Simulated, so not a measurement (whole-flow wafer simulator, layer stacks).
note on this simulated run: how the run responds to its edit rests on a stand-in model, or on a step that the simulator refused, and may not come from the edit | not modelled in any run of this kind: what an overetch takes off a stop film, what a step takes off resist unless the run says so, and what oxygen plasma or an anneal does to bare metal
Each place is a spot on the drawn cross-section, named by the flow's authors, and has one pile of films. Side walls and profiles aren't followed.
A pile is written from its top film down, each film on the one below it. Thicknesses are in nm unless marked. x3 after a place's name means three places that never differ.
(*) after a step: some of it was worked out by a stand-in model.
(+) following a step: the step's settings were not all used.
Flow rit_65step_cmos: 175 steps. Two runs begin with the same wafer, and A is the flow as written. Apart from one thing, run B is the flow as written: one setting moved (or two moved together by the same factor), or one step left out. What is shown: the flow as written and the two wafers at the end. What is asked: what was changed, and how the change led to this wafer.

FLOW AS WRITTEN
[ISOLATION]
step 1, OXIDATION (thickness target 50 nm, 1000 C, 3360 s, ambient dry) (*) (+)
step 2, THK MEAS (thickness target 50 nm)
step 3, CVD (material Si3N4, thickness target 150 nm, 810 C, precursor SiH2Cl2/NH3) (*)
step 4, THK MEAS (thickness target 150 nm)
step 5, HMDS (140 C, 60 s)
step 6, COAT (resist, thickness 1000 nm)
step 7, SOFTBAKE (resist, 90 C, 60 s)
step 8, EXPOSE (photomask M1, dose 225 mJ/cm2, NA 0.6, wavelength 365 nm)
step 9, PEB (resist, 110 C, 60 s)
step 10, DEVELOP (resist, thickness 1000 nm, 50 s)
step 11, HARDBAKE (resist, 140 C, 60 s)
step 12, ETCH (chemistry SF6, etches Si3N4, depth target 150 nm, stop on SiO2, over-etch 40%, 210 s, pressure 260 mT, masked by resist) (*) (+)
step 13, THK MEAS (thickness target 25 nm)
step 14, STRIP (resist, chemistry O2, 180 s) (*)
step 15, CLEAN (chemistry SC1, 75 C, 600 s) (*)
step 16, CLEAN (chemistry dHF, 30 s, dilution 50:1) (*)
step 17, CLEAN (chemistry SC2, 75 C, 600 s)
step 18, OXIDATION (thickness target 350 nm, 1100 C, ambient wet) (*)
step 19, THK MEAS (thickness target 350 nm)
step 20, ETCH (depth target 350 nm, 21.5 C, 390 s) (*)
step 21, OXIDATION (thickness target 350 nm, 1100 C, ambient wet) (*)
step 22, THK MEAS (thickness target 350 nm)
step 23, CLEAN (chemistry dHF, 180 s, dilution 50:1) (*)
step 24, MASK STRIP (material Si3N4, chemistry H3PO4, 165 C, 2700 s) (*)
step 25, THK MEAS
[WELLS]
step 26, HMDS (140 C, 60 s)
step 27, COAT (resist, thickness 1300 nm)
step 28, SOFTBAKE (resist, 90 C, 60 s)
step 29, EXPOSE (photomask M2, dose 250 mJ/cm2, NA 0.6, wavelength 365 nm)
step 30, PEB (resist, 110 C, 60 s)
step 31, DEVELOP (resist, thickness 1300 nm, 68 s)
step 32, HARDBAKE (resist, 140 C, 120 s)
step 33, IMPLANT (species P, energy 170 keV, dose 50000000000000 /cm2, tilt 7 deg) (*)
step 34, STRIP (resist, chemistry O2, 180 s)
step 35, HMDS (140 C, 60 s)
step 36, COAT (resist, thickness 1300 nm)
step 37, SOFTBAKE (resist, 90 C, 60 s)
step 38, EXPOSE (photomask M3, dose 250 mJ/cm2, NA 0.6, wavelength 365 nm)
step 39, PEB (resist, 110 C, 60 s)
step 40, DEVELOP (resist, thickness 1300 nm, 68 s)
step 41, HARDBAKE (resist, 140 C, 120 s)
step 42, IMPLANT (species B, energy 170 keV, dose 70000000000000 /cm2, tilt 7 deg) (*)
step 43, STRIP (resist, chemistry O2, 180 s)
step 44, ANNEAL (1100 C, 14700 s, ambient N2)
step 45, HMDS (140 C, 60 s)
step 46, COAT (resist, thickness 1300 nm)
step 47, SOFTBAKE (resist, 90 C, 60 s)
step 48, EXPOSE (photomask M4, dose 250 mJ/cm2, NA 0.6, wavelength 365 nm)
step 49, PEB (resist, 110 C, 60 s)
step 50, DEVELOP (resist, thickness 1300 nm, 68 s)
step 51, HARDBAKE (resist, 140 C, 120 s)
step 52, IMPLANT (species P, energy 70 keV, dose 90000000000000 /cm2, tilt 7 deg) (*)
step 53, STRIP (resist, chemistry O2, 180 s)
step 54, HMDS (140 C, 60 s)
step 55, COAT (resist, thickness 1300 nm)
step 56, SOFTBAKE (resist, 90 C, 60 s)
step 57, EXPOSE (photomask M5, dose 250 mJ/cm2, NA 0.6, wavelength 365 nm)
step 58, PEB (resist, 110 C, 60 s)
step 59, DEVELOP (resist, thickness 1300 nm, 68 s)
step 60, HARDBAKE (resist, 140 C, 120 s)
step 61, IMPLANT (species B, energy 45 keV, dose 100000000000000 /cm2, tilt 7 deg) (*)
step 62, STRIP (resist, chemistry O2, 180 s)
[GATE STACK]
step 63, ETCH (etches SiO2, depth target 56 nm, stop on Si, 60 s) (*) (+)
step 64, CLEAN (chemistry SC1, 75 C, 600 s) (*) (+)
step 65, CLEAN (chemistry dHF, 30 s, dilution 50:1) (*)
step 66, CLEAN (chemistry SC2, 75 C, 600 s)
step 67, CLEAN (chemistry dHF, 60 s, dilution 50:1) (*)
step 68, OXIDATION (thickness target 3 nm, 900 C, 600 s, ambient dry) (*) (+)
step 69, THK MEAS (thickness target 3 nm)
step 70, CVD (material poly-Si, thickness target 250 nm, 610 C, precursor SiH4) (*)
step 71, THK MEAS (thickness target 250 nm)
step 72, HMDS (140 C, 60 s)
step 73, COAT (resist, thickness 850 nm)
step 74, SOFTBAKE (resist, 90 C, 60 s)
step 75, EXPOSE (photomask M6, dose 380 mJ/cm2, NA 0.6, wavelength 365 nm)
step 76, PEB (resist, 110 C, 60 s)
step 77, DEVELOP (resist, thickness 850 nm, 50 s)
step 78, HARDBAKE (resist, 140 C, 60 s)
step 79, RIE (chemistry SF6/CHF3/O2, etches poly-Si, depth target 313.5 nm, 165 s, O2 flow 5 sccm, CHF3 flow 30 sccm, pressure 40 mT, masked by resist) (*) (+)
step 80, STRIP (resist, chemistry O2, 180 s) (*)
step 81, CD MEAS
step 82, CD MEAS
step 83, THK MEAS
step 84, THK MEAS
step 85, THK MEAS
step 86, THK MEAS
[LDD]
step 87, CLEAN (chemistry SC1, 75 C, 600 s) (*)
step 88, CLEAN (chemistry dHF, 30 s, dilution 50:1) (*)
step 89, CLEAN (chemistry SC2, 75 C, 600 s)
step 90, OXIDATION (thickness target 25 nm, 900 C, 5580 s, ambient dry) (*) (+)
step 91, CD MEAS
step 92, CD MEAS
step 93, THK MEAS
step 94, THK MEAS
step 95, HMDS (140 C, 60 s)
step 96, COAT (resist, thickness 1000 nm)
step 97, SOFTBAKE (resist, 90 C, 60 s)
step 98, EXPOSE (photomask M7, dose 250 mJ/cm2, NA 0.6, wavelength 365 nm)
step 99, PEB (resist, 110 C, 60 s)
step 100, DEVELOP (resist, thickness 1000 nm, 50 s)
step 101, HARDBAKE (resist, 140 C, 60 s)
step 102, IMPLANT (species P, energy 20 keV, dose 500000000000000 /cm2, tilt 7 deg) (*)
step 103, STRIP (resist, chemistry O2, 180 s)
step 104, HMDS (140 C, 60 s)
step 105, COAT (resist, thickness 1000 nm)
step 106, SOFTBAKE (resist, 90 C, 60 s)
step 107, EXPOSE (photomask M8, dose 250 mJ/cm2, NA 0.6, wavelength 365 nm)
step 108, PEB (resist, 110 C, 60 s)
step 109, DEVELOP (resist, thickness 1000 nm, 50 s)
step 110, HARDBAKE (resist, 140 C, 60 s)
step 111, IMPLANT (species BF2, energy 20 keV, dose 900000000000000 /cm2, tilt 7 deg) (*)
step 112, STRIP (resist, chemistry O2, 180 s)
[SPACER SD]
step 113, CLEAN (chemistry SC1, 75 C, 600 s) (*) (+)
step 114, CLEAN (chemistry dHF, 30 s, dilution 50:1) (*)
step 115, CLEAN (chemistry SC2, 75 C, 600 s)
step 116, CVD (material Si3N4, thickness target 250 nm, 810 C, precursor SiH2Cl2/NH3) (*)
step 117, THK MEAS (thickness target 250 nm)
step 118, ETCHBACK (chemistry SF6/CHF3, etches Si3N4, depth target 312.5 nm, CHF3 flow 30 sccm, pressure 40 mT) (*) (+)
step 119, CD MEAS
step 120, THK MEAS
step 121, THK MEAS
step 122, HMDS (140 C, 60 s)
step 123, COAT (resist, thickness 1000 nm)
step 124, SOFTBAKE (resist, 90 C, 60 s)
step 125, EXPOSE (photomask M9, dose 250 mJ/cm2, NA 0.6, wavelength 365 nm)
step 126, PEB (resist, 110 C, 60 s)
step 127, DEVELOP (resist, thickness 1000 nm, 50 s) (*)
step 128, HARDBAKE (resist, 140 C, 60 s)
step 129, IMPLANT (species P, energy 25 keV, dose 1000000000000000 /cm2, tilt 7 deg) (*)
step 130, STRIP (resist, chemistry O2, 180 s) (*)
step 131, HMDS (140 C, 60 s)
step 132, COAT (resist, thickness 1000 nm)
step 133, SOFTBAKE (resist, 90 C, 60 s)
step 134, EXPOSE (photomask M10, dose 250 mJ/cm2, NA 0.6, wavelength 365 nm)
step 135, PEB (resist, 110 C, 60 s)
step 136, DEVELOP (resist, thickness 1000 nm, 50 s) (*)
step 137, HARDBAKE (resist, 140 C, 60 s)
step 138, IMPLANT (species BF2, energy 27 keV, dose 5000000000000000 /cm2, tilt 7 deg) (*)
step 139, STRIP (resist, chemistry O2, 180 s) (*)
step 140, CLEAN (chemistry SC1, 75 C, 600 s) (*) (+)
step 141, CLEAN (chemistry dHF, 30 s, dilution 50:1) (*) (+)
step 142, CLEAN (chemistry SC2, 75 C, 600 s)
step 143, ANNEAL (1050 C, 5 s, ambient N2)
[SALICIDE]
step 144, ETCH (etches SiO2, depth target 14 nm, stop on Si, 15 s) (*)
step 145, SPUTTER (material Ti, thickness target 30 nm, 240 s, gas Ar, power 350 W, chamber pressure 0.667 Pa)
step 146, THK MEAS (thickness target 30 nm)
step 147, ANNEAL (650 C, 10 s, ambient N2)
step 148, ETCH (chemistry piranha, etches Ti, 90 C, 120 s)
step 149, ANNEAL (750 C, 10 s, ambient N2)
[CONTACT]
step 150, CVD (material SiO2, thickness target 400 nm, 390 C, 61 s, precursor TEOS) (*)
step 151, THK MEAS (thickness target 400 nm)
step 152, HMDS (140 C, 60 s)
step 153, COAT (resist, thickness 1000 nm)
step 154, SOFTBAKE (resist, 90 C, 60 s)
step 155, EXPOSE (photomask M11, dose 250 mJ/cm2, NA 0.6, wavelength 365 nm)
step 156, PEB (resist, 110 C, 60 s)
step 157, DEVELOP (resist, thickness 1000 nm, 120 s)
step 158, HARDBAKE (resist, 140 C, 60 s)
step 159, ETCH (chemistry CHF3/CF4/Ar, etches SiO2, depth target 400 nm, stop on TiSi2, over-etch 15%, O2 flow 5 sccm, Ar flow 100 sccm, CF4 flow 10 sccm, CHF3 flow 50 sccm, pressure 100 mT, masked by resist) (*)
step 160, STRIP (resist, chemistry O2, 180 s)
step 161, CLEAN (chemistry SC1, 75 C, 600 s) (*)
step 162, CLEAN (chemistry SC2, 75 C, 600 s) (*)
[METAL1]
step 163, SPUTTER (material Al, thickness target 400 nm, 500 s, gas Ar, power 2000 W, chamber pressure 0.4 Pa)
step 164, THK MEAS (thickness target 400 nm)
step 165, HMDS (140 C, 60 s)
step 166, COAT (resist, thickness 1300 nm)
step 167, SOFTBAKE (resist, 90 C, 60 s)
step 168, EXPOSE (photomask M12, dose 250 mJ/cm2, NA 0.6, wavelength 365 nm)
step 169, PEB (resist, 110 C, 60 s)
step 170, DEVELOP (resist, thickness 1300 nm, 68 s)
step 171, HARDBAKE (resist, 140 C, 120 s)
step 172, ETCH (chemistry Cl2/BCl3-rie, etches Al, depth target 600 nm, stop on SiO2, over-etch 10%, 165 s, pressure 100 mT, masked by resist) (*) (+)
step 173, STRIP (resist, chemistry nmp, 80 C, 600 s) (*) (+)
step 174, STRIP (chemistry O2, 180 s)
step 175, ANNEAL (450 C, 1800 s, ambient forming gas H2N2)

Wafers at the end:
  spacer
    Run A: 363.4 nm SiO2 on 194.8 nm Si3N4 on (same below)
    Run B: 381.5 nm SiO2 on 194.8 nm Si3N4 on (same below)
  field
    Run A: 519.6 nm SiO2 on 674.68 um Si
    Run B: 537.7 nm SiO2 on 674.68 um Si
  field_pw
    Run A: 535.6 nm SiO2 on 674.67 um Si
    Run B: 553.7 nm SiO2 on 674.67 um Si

The reason: step 163, SPUTTER: power 2722 W was run, while the flow as written has power 2000 W.

The path from the change to this, step by step:
  step 163, SPUTTER (material Al, thickness target 400 nm, 500 s, gas Ar, power 2000 W, chamber pressure 0.4 Pa)
      field, field_pw, field_p, spacer, spacer_p: A +400 Al (new film) | B +544.4 Al (new film)
      gate_n, gate_p: A +396 Al (new film) | B +520.3 Al (new film)
      (and at 1 other place as well)
  step 172, ETCH (chemistry Cl2/BCl3-rie, etches Al, depth target 600 nm, stop on SiO2, over-etch 10%, 165 s, pressure 100 mT, masked by resist) (*) (+)
      field, field_pw, field_p: A -400 Al (all of it), -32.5 SiO2 | B -544.4 Al (all of it), -14.5 SiO2
      gate_n, gate_p: A -396 Al (all of it), -33 SiO2 | B -520.3 Al (all of it), -17.5 SiO2
      (and at 3 other places as well)
